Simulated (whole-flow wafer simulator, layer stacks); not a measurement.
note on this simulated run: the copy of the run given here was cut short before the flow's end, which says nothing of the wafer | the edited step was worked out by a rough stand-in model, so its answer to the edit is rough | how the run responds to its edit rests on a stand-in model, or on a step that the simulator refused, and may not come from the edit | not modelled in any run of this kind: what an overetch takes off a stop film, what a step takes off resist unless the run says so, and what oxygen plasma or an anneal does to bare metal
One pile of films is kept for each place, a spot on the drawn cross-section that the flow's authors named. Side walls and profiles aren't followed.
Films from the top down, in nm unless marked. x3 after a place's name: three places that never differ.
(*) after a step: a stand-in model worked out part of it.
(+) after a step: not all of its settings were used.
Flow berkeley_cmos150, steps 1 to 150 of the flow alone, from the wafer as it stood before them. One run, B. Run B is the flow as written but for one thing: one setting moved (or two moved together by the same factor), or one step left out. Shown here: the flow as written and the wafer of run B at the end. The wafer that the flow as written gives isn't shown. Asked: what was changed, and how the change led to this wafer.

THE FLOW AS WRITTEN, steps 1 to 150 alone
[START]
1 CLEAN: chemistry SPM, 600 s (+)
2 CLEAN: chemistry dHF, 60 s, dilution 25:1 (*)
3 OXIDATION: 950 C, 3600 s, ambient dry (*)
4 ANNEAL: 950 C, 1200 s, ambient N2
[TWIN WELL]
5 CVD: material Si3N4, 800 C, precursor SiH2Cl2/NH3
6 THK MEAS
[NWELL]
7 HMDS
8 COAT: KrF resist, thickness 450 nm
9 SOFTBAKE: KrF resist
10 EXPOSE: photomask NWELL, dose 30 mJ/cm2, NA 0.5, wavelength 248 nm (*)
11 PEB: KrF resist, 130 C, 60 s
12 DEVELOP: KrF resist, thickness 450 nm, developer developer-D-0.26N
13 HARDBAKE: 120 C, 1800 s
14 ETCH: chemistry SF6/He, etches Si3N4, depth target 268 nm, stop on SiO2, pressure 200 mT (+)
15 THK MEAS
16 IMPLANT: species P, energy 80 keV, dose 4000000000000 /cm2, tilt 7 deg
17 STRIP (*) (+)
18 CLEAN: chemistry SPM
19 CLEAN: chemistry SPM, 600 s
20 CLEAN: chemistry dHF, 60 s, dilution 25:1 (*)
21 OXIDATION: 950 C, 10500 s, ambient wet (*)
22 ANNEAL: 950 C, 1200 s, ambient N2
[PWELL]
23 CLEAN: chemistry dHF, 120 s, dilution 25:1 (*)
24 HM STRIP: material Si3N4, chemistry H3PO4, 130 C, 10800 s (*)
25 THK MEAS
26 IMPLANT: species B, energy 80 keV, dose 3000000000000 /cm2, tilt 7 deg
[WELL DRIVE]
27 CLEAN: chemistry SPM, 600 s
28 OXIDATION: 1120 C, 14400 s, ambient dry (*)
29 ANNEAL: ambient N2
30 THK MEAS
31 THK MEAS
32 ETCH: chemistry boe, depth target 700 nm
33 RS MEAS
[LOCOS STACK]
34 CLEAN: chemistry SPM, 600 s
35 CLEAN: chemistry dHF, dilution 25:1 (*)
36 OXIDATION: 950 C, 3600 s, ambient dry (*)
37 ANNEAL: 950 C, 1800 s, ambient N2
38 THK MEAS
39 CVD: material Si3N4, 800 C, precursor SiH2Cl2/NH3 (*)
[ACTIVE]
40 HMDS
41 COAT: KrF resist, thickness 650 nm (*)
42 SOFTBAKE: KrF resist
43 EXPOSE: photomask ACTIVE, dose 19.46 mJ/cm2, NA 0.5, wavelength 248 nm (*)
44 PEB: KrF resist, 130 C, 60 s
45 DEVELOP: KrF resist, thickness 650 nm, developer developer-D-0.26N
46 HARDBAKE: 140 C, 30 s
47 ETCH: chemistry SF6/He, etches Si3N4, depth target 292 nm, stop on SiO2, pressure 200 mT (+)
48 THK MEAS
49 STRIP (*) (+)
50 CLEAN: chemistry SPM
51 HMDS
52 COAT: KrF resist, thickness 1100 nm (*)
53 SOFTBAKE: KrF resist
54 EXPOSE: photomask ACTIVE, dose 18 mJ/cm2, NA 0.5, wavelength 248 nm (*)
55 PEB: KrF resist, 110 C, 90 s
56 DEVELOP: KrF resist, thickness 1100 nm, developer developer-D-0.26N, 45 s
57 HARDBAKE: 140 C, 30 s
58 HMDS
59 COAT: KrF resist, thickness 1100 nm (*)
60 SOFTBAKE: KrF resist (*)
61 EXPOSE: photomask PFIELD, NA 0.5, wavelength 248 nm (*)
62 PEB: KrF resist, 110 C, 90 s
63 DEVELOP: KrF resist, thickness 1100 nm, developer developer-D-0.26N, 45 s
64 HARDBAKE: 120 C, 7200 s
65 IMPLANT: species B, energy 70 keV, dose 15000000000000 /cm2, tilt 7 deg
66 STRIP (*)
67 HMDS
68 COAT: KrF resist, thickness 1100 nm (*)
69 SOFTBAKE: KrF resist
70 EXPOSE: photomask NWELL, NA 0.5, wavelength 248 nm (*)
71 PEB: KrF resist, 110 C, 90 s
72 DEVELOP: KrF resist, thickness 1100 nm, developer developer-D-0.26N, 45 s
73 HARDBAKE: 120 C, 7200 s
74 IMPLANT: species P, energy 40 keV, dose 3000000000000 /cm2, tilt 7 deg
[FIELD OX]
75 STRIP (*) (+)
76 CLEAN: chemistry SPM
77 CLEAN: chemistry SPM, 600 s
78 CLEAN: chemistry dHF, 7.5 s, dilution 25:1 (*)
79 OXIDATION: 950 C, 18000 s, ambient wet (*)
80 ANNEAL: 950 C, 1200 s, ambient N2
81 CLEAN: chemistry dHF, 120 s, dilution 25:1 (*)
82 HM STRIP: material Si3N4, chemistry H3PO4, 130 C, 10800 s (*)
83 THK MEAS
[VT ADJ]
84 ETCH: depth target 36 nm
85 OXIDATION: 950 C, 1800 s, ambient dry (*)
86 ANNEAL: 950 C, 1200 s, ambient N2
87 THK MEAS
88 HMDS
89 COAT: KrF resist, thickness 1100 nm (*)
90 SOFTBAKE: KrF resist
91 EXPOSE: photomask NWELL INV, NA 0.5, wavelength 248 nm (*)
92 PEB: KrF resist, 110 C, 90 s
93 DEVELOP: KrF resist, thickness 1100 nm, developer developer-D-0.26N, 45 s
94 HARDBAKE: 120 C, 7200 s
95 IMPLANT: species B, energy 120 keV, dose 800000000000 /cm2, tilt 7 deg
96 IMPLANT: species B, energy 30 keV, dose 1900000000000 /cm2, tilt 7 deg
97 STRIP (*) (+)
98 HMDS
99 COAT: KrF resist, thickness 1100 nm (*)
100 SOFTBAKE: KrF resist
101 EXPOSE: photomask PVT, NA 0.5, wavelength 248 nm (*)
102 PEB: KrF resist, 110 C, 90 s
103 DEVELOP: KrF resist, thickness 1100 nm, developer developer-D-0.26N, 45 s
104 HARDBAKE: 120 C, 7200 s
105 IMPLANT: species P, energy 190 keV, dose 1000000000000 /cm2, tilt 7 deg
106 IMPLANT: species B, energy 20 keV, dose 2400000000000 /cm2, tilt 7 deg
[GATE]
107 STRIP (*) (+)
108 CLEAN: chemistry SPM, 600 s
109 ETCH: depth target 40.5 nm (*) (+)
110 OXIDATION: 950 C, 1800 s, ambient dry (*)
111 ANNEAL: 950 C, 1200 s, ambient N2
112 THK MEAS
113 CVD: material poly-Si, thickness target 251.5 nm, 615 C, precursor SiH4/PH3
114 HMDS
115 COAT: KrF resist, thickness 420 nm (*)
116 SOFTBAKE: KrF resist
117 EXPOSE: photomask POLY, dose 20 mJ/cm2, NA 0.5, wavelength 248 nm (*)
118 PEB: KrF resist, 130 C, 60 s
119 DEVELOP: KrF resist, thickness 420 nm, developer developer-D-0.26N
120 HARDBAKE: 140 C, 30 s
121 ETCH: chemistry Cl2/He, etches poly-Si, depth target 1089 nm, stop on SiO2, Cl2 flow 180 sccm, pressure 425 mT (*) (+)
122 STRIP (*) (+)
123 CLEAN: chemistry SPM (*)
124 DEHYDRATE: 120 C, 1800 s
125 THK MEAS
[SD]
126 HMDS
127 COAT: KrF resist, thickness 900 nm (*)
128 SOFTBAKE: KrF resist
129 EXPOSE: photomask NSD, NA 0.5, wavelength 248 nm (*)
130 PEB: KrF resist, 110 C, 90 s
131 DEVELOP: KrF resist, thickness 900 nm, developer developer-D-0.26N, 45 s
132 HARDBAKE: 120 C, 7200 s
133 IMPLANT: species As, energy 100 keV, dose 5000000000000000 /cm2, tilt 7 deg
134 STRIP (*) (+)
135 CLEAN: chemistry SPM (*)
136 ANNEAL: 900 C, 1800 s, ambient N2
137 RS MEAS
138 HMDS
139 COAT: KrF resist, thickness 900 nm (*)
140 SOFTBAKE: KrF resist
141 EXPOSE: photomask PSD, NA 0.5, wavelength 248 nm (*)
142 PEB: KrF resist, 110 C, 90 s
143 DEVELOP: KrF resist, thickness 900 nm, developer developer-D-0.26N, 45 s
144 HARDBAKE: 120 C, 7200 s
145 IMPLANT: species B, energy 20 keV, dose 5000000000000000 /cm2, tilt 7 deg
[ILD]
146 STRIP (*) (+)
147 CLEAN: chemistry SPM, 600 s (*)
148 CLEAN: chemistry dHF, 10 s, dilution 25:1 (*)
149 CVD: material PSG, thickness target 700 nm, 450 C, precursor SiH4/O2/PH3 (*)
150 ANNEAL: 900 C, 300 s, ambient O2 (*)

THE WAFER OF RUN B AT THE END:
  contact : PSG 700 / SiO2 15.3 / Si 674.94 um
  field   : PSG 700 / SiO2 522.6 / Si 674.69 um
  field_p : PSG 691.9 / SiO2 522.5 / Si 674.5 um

The cause: step 28, OXIDATION: 896 C was run, where the flow has 1120 C.

How the change led to this, step by step:
  28 OXIDATION: 1120 C, 14400 s, ambient dry (*)
      field, sd_n, gate_n, contact, m1: SiO2 +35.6, Si -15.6 (as written it would be: SiO2 +261.5, Si -115.1)
      field_p, sd_p, gate_p: SiO2 +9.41, Si -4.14 (as written it would be: SiO2 +103.6, Si -45.6)
  32 ETCH: chemistry boe, depth target 700 nm
      field, sd_n, gate_n, contact, m1: SiO2 -65.1 (all of it) (as written it would be: SiO2 -291.1 (all of it))
      field_p, sd_p, gate_p: SiO2 -461.3 (all of it) (as written it would be: SiO2 -555.5 (all of it))
  41 COAT: KrF resist, thickness 650 nm (*)
      field_p: KrF resist +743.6 (new film) (as written it would be: KrF resist +715.2 (new film))
      sd_p: KrF resist +712.8 (new film) (as written it would be: KrF resist +694.3 (new film))
      (and at 1 more place)
  45 DEVELOP: KrF resist, thickness 650 nm, developer developer-D-0.26N
      field_p: KrF resist -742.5 (all of it) (as written it would be: KrF resist -714.1 (all of it))
  46 HARDBAKE: 140 C, 30 s
      sd_p: KrF resist -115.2 (as written it would be: KrF resist -112.2)
      gate_p: KrF resist -114.2 (as written it would be: KrF resist -111.5)
  49 STRIP (*) (+)
      sd_p: KrF resist -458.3 (all of it) (as written it would be: KrF resist -442.9 (all of it))
      gate_p: KrF resist -453 (all of it) (as written it would be: KrF resist -439.2 (all of it))
  52 COAT: KrF resist, thickness 1100 nm (*)
      field_p: KrF resist +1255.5 (new film) (as written it would be: KrF resist +1219.5 (new film))
      sd_p: KrF resist +1140.5 (new film) (as written it would be: KrF resist +1111.6 (new film))
      (and at 1 more place)
  56 DEVELOP: KrF resist, thickness 1100 nm, developer developer-D-0.26N, 45 s
      field_p: KrF resist -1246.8 (all of it) (as written it would be: KrF resist -1211 (all of it))
  57 HARDBAKE: 140 C, 30 s
      sd_p: KrF resist -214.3 (as written it would be: KrF resist -208.8)
      gate_p: KrF resist -214.7 (as written it would be: KrF resist -209.5)
  59 COAT: KrF resist, thickness 1100 nm (*)
      field_p: KrF resist +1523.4 (new film) (as written it would be: KrF resist +1484.3 (new film))
  64 HARDBAKE: 120 C, 7200 s
      field_p: KrF resist -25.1 (as written it would be: KrF resist -24.4)
  66 STRIP (*)
      field_p: KrF resist -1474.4 (all of it) (as written it would be: KrF resist -1436.3 (all of it))
      sd_p: KrF resist -1560.8 (all of it) (as written it would be: KrF resist -1525.1 (all of it))
      (and at 1 more place)
  68 COAT: KrF resist, thickness 1100 nm (*)
      field_p: KrF resist +1255.5 (new film) (as written it would be: KrF resist +1219.5 (new film))
      sd_p: KrF resist +1140.5 (new film) (as written it would be: KrF resist +1111.6 (new film))
      (and at 1 more place)
  72 DEVELOP: KrF resist, thickness 1100 nm, developer developer-D-0.26N, 45 s
      field_p: KrF resist -1246.8 (all of it) (as written it would be: KrF resist -1211 (all of it))
      sd_p: KrF resist -1132.7 (all of it) (as written it would be: KrF resist -1103.9 (all of it))
      (and at 1 more place)
  89 COAT: KrF resist, thickness 1100 nm (*)
      field_p: KrF resist +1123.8 (new film) (as written it would be: KrF resist +1087.8 (new film))
      sd_p: KrF resist +1346.7 (new film) (as written it would be: KrF resist +1317.3 (new film))
      (and at 1 more place)
  94 HARDBAKE: 120 C, 7200 s
      field_p: KrF resist -18 (as written it would be: KrF resist -17.4)
  ... 15 more steps ...
  146 STRIP (*) (+)
      field_p: KrF resist -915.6 (all of it) (as written it would be: KrF resist -882.7 (all of it))
